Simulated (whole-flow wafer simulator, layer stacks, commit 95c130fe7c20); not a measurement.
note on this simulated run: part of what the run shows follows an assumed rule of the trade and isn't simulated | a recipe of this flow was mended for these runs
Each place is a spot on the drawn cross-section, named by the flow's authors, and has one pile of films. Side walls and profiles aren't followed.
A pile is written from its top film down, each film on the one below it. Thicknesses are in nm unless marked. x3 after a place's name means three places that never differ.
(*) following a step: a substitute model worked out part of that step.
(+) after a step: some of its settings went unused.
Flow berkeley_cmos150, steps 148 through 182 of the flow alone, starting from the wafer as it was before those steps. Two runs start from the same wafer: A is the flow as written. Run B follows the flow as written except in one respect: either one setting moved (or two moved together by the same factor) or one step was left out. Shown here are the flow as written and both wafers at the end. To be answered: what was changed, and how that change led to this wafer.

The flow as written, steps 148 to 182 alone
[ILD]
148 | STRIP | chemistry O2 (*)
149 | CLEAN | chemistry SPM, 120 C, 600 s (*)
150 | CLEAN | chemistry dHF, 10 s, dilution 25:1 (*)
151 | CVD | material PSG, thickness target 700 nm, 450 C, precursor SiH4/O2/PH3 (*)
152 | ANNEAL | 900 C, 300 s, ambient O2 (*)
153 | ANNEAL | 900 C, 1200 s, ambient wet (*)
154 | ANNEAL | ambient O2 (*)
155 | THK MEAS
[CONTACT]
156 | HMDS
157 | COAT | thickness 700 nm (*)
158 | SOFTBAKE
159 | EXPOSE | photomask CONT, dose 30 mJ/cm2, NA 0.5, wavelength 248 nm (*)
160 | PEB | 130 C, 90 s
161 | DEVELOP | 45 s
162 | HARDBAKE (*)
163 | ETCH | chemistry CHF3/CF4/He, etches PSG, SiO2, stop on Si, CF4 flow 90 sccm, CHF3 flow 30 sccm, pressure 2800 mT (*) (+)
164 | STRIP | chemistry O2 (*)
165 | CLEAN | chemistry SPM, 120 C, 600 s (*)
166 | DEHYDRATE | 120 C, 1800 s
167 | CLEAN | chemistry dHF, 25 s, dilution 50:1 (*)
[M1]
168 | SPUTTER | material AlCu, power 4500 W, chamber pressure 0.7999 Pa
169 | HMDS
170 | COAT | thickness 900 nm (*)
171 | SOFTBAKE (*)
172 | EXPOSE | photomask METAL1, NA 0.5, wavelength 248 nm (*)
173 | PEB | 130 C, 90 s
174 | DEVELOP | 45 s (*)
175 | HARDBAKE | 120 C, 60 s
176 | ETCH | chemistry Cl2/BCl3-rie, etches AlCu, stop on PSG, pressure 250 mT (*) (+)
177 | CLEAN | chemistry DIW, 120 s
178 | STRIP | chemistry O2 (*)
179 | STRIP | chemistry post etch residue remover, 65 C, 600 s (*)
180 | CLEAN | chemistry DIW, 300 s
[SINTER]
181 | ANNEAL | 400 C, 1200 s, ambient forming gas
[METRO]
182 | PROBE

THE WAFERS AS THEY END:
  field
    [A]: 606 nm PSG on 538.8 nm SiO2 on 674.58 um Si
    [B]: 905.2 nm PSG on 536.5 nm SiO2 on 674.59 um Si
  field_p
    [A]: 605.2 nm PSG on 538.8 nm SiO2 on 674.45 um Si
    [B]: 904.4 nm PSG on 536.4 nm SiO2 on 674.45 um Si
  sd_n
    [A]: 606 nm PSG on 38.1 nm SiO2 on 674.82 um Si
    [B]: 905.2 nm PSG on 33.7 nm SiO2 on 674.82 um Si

Cause: step 151, CVD: thickness target 1015 nm was run, though the flow has thickness target 700 nm.

How this came from the change, step by step:
  151 | CVD | material PSG, thickness target 700 nm, 450 C, precursor SiH4/O2/PH3 (*)
      field, field_p, sd_n, gate_n, gate_p, contact, m1: A +700 PSG (new film) | B +1015 PSG (new film)
      sd_p: A +639.5 PSG (new film) | B +988.7 PSG (new film)
  153 | ANNEAL | 900 C, 1200 s, ambient wet (*)
      sd_n, contact, m1: A -35 PSG, +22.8 SiO2, -10 Si | B -50.8 PSG, +18.4 SiO2, -8.1 Si
      field, field_p: A -35 PSG, +16.3 SiO2, -7.15 Si | B -50.8 PSG, +13.9 SiO2, -6.12 Si
      (as well as at 3 more places)
  157 | COAT | thickness 700 nm (*)
      sd_p: A +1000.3 KrF-resist (new film) | B +979.2 KrF-resist (new film)
  163 | ETCH | chemistry CHF3/CF4/He, etches PSG, SiO2, stop on Si, CF4 flow 90 sccm, CHF3 flow 30 sccm, pressure 2800 mT (*) (+)
      field, field_p, sd_n, gate_n, sd_p, gate_p, m1: A -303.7 KrF-resist | B -409 KrF-resist
      contact: A -665 PSG (all of it), -38.1 SiO2 (all of it), -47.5 Si | B -964.2 PSG (all of it), -33.7 SiO2 (all of it), -47.5 Si
  164 | STRIP | chemistry O2 (*)
      field: A -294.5 KrF-resist (all of it) | B -190.8 KrF-resist (all of it)
      field_p: A -397.1 KrF-resist (all of it) | B -296.6 KrF-resist (all of it)
      (as well as at 5 more places)
  168 | SPUTTER | material AlCu, power 4500 W, chamber pressure 0.7999 Pa
      sd_p: A +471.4 AlCu (new film) | B +488.4 AlCu (new film)
      contact: A +443.6 AlCu (new film) | B +380.6 AlCu (new film)
  170 | COAT | thickness 900 nm (*)
      field: A +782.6 thick-KrF-resist (new film) | B +761.3 thick-KrF-resist (new film)
      sd_p: A +1400.4 thick-KrF-resist (new film) | B +1349.5 thick-KrF-resist (new film)
      (as well as at 2 more places)
  173 | PEB | 130 C, 90 s
      contact: A -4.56 thick-KrF-resist | B -5.69 thick-KrF-resist
  174 | DEVELOP | 45 s (*)
      field: A -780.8 thick-KrF-resist (all of it), -10 AlCu | B -759.5 thick-KrF-resist (all of it), -10 AlCu
      sd_p: A -1396.9 thick-KrF-resist (all of it), -10 AlCu | B -1346.1 thick-KrF-resist (all of it), -10 AlCu
  175 | HARDBAKE | 120 C, 60 s
      contact: A -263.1 thick-KrF-resist | B -304.3 thick-KrF-resist
      m1: A -148.2 thick-KrF-resist | B -143.4 thick-KrF-resist
  176 | ETCH | chemistry Cl2/BCl3-rie, etches AlCu, stop on PSG, pressure 250 mT (*) (+)
      sd_p: A -461.4 AlCu (all of it), -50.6 PSG | B -478.4 AlCu (all of it), -48.5 PSG
      gate_p: A -616.1 AlCu (all of it), -31.2 PSG | B -609.8 AlCu (all of it), -32 PSG
  178 | STRIP | chemistry O2 (*)
      contact: A -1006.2 thick-KrF-resist (all of it) | B -1233.8 thick-KrF-resist (all of it)
      m1: A -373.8 thick-KrF-resist (all of it) | B -347 thick-KrF-resist (all of it)
